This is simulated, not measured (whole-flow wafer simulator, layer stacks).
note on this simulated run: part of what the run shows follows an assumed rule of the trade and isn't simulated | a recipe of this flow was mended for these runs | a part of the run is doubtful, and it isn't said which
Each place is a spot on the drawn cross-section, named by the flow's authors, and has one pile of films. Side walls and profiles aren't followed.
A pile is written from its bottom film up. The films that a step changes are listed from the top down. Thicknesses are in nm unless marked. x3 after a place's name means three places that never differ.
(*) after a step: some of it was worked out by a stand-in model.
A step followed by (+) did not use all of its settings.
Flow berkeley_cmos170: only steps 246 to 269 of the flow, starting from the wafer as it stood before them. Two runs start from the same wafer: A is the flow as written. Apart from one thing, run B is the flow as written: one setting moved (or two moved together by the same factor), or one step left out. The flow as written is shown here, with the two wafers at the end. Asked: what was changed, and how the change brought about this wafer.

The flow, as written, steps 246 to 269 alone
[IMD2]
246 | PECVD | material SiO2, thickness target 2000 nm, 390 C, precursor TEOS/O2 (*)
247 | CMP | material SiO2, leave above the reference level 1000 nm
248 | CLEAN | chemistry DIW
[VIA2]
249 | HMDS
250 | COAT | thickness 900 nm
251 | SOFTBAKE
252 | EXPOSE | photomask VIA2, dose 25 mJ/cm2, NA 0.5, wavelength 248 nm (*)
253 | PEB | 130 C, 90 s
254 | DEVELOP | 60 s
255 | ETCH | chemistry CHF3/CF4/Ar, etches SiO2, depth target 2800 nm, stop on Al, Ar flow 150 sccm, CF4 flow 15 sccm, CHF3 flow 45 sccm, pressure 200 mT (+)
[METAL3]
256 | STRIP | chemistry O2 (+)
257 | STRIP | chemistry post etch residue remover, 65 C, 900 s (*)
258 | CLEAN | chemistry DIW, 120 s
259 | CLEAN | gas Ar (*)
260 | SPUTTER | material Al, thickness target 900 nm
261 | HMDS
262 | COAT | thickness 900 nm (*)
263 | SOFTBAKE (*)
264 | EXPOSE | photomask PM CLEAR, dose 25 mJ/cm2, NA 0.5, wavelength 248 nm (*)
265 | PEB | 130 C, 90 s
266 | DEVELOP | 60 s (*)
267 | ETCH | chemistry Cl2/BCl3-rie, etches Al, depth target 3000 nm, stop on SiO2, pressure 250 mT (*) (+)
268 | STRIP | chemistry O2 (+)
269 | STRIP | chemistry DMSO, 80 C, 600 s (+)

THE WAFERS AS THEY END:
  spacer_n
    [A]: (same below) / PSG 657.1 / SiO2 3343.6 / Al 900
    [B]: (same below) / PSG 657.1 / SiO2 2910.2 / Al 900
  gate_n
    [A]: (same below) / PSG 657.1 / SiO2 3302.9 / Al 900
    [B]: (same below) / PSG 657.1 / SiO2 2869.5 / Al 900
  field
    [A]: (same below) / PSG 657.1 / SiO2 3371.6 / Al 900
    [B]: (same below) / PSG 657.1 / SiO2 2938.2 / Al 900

The reason: step 246, PECVD: thickness target 1520 nm was run, while the flow as written has thickness target 2000 nm; step 267, ETCH: depth target 2280 nm was run, where the flow has depth target 3000 nm.

How this came from the change, step by step:
  246 | PECVD | material SiO2, thickness target 2000 nm, 390 C, precursor TEOS/O2 (*)
      field, mark, sd_n, spacer_n, gate_n, sd_p, spacer_p, gate_p: A SiO2 gains 2000 | B SiO2 gains 1520
      contact, m1, m2, via2: A SiO2 gains 2000 (new film) | B SiO2 gains 1520 (new film)
      (also at 1 further place)
  247 | CMP | material SiO2, leave above the reference level 1000 nm
      field, sd_n, spacer_n, gate_n, sd_p, spacer_p, gate_p: A SiO2 loses 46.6 | B nothing
      contact, m1, via1, m2, via2: A SiO2 loses 1000 | B SiO2 loses 520
  250 | COAT | thickness 900 nm
      sd_n: A KrF-resist gains 900 (new film) | B KrF-resist gains 1073.7 (new film)
      contact: A KrF-resist gains 900 (new film) | B KrF-resist gains 739.1 (new film)
      (also at 4 further places)
  253 | PEB | 130 C, 90 s
      m2: A KrF-resist loses 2 | B KrF-resist loses 1.42
  254 | DEVELOP | 60 s
      via2: A KrF-resist loses 898 (all of it) | B KrF-resist loses 729.5 (all of it)
  256 | STRIP | chemistry O2 (+)
      sd_n: A KrF-resist loses 607.6 (all of it) | B KrF-resist loses 780.9 (all of it)
      sd_p: A KrF-resist loses 607.6 (all of it) | B KrF-resist loses 621.1 (all of it)
      (also at 6 further places)
  262 | COAT | thickness 900 nm (*)
      sd_n: A KrF-resist gains 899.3 (new film) | B KrF-resist gains 1072.1 (new film)
      contact: A KrF-resist gains 898.4 (new film) | B KrF-resist gains 730.3 (new film)
      (also at 4 further places)
  265 | PEB | 130 C, 90 s
      m2: A KrF-resist loses 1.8 | B KrF-resist loses 1.24
      via2: A KrF-resist loses 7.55 | B KrF-resist loses 6.43
  268 | STRIP | chemistry O2 (+)
      sd_n: A KrF-resist loses 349 (all of it) | B KrF-resist loses 521.4 (all of it)
      spacer_n: A KrF-resist loses 349.7 (all of it) | B KrF-resist loses 357.3 (all of it)
      (also at 9 further places)
